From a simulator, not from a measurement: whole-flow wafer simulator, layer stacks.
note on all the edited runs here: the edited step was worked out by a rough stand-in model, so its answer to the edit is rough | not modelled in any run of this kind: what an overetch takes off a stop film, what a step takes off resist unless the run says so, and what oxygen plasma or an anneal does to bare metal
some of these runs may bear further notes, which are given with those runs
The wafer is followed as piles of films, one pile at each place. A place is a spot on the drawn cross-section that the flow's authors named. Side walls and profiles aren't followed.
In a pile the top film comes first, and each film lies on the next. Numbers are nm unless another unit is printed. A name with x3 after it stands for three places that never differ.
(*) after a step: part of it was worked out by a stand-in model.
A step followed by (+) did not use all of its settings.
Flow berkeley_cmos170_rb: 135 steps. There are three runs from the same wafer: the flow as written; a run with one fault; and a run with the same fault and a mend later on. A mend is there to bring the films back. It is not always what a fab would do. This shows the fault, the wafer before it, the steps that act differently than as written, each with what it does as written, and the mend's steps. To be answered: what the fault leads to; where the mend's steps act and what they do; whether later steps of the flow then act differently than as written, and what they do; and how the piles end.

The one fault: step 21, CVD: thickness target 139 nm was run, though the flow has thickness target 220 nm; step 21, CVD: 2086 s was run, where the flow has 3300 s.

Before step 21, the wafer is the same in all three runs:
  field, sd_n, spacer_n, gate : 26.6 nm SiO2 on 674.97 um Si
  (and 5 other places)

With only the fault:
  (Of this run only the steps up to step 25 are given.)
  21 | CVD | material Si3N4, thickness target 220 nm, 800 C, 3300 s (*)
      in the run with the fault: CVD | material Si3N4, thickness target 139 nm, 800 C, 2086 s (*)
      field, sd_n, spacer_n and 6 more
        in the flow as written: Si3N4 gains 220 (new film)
        in the run with the fault: Si3N4 gains 139 (new film)
  Later steps of the flow up to step 25 that are run all act as written at every place that is followed.
  After step 25, at field, sd_n, spacer_n and 6 more, the piles differ from the flow's by more than 2% or 0.5 nm, whichever is larger.
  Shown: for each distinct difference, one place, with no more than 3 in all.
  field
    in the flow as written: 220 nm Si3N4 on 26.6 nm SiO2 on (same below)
    in the run with the fault: 139 nm Si3N4 on 26.6 nm SiO2 on (same below)
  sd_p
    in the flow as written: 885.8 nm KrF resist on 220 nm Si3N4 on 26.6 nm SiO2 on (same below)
    in the run with the fault: 885.8 nm KrF resist on 139 nm Si3N4 on 26.6 nm SiO2 on (same below)

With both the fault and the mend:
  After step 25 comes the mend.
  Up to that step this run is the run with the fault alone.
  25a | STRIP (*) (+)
      sd_p, spacer_p, gate_p, m1
        KrF resist loses 885.8 (all of it)
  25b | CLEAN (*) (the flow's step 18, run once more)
      does not change any film at any place that is followed
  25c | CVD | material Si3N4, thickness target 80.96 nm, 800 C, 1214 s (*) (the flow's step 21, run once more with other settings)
      field, sd_n, spacer_n and 6 more
        Si3N4 gains 81
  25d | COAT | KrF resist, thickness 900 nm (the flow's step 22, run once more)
      field, sd_n, spacer_n and 6 more
        KrF resist gains 900 (new film)
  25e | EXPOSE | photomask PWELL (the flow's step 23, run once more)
      does not change any film at any place that is followed
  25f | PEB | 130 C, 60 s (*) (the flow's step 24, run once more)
      does not change any film at any place that is followed
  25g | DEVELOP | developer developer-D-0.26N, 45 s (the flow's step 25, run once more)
      field, sd_n, spacer_n, gate, contact
        KrF resist loses 900 (all of it)
      sd_p, spacer_p, gate_p, m1
        KrF resist loses 14.2
  Later steps of the flow that are run all act as written at every place that is followed, up to a difference of at most 2% or 0.5 nm, whichever is larger.
  At every place that both follow, the piles at the end match the flow's.
